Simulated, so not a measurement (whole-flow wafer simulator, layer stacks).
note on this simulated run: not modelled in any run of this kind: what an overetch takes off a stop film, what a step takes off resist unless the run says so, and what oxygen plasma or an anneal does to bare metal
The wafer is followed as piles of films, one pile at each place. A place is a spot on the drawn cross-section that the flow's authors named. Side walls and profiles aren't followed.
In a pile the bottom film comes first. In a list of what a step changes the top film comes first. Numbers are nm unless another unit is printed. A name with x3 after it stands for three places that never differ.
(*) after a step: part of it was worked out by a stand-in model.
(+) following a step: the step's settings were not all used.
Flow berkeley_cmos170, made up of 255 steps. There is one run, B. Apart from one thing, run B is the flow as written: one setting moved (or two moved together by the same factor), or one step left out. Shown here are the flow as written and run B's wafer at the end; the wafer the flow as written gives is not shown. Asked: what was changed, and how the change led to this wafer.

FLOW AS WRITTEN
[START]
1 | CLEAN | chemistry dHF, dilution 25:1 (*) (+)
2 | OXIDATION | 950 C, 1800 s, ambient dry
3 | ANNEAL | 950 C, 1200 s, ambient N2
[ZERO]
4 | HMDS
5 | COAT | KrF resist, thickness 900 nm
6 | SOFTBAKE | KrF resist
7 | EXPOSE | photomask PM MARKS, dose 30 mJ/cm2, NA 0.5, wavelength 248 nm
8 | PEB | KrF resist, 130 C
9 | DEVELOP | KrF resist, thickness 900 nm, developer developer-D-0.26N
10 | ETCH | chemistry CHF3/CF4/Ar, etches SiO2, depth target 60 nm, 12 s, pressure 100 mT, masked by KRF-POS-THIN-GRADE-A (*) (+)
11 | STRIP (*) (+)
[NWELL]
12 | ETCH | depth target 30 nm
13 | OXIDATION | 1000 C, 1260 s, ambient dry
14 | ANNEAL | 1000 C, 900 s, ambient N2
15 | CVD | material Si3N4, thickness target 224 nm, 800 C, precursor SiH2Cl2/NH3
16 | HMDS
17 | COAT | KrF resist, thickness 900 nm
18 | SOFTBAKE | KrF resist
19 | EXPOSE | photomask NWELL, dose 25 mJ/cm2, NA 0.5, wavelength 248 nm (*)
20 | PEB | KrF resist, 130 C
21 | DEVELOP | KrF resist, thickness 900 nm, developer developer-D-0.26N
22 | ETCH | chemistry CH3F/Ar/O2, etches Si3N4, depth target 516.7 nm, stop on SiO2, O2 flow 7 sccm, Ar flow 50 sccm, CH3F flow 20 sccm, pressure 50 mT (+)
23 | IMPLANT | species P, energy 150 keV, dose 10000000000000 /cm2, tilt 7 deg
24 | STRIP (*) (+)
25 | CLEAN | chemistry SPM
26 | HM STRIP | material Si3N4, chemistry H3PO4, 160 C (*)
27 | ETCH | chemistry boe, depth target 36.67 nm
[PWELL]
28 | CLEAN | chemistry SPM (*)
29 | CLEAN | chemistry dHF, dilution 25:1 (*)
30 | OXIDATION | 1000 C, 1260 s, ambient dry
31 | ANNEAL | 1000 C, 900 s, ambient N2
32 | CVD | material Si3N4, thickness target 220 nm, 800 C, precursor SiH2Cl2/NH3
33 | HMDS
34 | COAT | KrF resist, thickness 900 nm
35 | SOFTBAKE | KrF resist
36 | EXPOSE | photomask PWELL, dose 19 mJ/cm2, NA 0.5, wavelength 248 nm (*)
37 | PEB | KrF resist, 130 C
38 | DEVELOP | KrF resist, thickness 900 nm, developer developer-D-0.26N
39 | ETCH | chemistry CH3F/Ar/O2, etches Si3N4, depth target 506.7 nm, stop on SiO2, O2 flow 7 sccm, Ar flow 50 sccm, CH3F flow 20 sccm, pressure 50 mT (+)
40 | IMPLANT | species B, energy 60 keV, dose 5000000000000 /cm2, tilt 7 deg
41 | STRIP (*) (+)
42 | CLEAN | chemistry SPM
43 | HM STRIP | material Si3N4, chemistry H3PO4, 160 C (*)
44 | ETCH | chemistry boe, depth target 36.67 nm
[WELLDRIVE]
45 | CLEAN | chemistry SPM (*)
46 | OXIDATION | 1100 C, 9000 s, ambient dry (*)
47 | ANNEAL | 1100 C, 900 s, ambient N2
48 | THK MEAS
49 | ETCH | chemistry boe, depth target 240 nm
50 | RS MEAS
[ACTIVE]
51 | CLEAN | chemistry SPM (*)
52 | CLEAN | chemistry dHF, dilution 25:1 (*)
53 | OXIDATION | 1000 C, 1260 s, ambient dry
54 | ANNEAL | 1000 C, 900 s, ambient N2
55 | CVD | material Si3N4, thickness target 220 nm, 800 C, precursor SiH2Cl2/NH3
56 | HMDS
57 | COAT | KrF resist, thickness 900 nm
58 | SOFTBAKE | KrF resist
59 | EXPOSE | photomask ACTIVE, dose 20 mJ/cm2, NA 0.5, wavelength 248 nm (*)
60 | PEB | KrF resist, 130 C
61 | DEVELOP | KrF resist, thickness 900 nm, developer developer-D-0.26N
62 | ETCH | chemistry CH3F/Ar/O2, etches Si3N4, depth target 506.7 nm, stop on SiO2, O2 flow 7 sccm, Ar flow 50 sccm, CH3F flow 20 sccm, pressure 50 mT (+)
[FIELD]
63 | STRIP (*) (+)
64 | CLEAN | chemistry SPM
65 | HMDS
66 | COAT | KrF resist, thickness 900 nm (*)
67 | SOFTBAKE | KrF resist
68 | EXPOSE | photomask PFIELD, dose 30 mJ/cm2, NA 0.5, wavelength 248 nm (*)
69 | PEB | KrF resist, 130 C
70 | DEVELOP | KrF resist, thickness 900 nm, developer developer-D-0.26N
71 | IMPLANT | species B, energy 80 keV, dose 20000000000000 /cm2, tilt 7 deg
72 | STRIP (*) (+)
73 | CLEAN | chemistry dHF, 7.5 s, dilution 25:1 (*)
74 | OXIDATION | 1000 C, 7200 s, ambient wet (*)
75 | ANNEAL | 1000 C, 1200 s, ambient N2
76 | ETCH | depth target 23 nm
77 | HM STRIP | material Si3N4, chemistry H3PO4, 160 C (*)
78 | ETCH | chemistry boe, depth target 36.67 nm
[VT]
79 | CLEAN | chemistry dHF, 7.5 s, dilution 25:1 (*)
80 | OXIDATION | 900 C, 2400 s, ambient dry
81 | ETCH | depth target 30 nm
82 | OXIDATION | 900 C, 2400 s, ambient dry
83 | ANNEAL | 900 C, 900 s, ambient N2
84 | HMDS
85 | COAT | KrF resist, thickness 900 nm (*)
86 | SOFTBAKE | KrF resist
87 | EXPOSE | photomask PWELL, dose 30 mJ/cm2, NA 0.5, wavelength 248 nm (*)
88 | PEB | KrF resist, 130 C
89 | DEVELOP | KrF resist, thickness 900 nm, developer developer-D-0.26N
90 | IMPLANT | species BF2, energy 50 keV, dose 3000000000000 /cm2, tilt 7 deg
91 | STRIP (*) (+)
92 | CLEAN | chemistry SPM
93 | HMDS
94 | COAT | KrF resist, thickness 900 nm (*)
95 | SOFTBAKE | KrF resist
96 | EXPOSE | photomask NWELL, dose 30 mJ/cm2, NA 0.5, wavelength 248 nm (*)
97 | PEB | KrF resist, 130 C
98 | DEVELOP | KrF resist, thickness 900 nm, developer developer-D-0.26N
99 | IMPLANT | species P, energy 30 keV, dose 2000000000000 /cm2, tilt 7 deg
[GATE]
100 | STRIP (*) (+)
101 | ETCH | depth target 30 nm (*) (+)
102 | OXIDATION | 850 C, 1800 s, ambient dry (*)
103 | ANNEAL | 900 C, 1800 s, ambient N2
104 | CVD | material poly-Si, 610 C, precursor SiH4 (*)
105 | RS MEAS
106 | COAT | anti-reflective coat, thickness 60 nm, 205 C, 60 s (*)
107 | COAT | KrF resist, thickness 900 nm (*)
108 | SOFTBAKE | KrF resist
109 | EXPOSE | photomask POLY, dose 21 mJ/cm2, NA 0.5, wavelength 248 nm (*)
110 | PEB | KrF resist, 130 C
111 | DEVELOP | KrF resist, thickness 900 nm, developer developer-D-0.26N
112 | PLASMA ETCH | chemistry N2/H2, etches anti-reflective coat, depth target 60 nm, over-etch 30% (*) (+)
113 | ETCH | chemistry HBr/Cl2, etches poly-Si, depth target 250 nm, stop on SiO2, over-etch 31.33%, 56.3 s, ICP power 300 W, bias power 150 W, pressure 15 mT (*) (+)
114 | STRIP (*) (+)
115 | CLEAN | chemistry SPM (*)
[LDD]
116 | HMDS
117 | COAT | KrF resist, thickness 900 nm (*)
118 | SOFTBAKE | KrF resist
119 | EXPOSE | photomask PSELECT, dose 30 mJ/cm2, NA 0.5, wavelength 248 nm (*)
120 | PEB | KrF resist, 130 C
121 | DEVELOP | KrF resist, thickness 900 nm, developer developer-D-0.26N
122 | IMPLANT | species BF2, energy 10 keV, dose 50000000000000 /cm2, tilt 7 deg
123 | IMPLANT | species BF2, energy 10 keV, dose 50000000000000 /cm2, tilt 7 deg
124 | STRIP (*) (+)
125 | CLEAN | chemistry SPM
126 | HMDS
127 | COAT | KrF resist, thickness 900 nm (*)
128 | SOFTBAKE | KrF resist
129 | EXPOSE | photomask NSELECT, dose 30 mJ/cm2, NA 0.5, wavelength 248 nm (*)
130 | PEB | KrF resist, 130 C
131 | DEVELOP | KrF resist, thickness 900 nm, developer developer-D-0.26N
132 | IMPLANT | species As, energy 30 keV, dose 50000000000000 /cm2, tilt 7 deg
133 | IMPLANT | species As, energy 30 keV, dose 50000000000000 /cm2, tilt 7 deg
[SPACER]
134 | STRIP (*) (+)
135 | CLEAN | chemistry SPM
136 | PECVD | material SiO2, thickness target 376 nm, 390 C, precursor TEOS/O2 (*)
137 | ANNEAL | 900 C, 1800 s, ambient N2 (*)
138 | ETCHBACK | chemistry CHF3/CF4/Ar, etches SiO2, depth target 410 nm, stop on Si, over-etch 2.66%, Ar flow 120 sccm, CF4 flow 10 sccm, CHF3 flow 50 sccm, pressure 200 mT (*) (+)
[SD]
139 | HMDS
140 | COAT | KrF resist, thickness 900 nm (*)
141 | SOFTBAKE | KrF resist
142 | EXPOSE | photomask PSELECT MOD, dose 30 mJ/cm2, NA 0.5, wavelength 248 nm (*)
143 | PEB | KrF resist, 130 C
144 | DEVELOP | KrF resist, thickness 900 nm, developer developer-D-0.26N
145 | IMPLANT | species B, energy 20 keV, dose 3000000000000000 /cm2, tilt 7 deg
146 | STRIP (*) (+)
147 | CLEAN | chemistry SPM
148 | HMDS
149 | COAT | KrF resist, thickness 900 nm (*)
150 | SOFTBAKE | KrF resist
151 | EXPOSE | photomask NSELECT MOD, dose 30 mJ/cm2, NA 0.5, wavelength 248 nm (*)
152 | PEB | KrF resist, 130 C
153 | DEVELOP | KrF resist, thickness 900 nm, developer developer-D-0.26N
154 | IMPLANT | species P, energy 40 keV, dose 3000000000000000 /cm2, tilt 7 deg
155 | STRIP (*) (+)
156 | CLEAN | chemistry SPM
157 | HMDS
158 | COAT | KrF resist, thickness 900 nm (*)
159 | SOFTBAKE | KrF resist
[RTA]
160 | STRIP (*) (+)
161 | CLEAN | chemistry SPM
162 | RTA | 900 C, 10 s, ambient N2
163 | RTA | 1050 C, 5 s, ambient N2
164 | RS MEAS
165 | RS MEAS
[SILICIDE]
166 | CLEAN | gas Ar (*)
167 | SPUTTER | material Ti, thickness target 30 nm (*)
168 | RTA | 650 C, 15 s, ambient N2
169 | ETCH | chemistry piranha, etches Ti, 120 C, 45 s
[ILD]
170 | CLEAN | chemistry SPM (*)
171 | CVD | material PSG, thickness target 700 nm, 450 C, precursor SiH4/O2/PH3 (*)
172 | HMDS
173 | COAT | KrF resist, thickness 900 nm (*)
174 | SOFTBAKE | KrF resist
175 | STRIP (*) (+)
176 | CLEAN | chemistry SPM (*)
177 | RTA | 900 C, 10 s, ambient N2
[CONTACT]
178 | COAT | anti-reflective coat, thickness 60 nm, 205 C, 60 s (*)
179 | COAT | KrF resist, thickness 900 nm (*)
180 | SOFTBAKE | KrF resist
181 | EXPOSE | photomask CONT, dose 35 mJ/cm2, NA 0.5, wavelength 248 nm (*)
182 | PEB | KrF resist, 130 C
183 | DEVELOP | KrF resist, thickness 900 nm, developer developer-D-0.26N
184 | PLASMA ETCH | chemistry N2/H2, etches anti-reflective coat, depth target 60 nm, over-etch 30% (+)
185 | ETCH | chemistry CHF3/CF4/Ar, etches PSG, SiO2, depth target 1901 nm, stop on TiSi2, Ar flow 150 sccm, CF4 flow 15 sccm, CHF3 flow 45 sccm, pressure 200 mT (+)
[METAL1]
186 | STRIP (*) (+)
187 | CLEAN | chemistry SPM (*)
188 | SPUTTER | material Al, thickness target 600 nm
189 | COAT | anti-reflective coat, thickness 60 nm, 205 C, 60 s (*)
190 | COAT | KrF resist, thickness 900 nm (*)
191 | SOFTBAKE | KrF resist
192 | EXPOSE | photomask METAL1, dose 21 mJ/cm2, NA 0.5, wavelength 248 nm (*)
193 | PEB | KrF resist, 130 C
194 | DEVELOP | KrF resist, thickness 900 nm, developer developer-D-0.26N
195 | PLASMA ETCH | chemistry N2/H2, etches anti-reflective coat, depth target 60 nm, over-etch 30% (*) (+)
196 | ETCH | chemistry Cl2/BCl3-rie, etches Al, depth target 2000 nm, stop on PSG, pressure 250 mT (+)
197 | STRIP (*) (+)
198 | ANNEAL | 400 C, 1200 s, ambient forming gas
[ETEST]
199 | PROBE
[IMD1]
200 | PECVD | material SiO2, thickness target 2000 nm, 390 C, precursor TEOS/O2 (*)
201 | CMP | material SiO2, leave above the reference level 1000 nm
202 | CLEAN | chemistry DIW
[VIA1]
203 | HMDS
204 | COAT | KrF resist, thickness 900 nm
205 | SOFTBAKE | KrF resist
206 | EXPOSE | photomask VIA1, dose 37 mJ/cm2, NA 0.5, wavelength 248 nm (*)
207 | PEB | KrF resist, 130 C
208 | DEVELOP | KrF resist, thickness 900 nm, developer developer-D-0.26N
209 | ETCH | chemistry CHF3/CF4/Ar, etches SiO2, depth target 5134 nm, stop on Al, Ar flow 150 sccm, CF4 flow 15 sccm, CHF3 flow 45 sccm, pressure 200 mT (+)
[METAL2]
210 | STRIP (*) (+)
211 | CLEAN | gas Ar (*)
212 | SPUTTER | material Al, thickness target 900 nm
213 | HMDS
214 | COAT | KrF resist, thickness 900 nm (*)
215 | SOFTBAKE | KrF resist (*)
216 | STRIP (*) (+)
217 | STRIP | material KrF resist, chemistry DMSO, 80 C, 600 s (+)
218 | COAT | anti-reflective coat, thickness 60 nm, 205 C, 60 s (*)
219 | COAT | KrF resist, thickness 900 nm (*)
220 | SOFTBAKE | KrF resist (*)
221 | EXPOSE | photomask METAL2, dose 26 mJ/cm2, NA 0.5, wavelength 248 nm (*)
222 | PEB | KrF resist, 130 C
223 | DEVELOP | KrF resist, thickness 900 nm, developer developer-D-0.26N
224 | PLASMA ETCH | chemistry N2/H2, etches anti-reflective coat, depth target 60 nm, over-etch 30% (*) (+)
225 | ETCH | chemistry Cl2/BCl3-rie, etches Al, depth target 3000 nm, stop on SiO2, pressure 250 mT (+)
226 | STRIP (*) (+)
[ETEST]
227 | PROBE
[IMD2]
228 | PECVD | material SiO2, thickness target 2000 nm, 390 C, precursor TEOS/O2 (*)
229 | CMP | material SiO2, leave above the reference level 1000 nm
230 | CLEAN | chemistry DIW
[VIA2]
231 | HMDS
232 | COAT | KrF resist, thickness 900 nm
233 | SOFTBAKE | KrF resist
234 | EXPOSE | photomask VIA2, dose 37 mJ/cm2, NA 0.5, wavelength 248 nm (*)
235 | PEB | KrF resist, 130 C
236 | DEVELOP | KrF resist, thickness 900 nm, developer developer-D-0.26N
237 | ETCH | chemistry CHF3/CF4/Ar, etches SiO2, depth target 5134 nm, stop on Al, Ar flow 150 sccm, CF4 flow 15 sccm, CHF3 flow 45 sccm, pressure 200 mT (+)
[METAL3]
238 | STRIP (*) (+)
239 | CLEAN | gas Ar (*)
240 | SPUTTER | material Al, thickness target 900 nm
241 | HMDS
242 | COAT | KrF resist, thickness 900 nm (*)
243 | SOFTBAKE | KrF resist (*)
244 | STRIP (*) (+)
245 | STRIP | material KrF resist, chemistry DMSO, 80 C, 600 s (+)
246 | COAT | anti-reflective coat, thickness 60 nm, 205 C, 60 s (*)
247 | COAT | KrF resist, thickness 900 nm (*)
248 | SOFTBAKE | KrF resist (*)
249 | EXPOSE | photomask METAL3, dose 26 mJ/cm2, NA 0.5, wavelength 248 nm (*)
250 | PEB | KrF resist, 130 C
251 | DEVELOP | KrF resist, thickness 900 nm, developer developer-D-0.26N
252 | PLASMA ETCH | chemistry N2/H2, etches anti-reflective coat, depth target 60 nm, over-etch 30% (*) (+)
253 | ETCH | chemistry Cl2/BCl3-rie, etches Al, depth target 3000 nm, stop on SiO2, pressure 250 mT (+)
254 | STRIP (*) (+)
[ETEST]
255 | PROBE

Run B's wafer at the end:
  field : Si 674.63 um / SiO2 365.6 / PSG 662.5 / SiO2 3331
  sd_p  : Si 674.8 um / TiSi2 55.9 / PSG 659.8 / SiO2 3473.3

The reason: step 81, ETCH: depth target 45 nm was run, whereas the flow has depth target 30 nm.

How this came from the change, step by step:
  81 | ETCH | depth target 30 nm
      field: -45 SiO2 (as written it would have been: -30 SiO2)
  106 | COAT | anti-reflective coat, thickness 60 nm, 205 C, 60 s (*)
      sd_n: +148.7 anti-reflective coat (new film) (as written it would have been: +158.6 anti-reflective coat (new film))
      spacer_n: +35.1 anti-reflective coat (new film) (as written it would have been: +31.5 anti-reflective coat (new film))
      (as well as at 5 more places)
  112 | PLASMA ETCH | chemistry N2/H2, etches anti-reflective coat, depth target 60 nm, over-etch 30% (*) (+)
      sd_n: -148.7 anti-reflective coat (all of it), -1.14 poly-Si (as written it would have been: -158.6 anti-reflective coat (all of it), -1.22 poly-Si)
      spacer_n: -35.1 anti-reflective coat (all of it), -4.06 poly-Si (as written it would have been: -31.5 anti-reflective coat (all of it), -4.48 poly-Si)
      (as well as at 3 more places)
  114 | STRIP (*) (+)
      gate_n: +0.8 chemical SiO2 (new film), -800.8 KrF resist (all of it), -31 anti-reflective coat (all of it), -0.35 poly-Si (as written it would have been: +0.8 chemical SiO2 (new film), -812.6 KrF resist (all of it), -27.3 anti-reflective coat (all of it), -0.35 poly-Si)
      gate_p: +0.8 chemical SiO2 (new film), -774.4 KrF resist (all of it), -32.2 anti-reflective coat (all of it), -0.35 poly-Si (as written it would have been: +0.8 chemical SiO2 (new film), -782.1 KrF resist (all of it), -29.6 anti-reflective coat (all of it), -0.35 poly-Si)
  178 | COAT | anti-reflective coat, thickness 60 nm, 205 C, 60 s (*)
      sd_n: +127.6 anti-reflective coat (new film) (as written it would have been: +135.1 anti-reflective coat (new film))
      gate_n: +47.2 anti-reflective coat (new film) (as written it would have been: +48.3 anti-reflective coat (new film))
      (as well as at 2 more places)
  186 | STRIP (*) (+)
      sd_n: -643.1 KrF resist (all of it), -127.6 anti-reflective coat (all of it) (as written it would have been: -643.8 KrF resist (all of it), -135.1 anti-reflective coat (all of it))
      gate_n: -546.2 KrF resist (all of it), -47.2 anti-reflective coat (all of it) (as written it would have been: -553.1 KrF resist (all of it), -48.3 anti-reflective coat (all of it))
      (as well as at 2 more places)
  189 | COAT | anti-reflective coat, thickness 60 nm, 205 C, 60 s (*)
      m2: +63 anti-reflective coat (new film) (as written it would have been: +61.1 anti-reflective coat (new film))
  197 | STRIP (*) (+)
      m2: -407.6 KrF resist (all of it), -63 anti-reflective coat (all of it) (as written it would have been: -412.9 KrF resist (all of it), -61.1 anti-reflective coat (all of it))
  201 | CMP | material SiO2, leave above the reference level 1000 nm
      field: -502 SiO2 (as written it would have been: -517 SiO2)
